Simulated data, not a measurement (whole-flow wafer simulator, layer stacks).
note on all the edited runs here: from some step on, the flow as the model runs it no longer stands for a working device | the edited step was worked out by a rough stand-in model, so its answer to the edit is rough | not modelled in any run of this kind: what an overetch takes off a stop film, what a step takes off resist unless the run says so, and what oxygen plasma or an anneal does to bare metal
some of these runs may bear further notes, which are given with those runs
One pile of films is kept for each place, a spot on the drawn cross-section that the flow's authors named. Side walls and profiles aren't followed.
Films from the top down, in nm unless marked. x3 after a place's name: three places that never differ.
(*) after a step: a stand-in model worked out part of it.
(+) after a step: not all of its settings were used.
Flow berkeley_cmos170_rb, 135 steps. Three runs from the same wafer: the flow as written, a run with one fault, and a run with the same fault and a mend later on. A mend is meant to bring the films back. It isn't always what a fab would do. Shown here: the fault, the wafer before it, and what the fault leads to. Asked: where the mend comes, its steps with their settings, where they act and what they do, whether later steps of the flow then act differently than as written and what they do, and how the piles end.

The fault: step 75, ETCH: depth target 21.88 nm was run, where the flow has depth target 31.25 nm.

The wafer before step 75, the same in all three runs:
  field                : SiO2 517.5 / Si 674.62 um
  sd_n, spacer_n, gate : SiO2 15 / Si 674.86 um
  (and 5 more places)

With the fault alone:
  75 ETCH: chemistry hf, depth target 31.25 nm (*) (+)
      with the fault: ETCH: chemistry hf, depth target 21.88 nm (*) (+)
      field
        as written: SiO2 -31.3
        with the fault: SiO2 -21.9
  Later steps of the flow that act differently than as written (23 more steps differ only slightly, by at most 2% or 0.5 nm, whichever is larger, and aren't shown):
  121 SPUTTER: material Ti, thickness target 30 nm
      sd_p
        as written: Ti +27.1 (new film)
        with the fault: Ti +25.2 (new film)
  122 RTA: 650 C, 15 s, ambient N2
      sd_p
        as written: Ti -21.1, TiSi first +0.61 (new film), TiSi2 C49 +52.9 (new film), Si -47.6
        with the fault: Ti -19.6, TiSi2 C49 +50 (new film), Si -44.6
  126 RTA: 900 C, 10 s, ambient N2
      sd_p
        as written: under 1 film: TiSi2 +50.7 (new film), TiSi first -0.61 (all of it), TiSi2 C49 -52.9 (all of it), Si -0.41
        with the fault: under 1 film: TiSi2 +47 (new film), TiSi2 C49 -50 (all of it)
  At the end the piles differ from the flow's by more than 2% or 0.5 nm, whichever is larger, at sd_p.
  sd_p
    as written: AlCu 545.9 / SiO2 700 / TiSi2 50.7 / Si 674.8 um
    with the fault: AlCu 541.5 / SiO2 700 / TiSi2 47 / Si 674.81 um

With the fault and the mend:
  The mend comes after step 75.
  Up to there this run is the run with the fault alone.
  75a ETCH: chemistry hf, depth target 9.37 nm (*) (+) (the flow's step 75 once more, with other settings)
      field
        SiO2 -9.37
  No later step of the flow acts differently than as written, at any place that is followed, by more than 2% or 0.5 nm, whichever is larger.
  At the end the piles are the same as the flow's at every place that both follow.
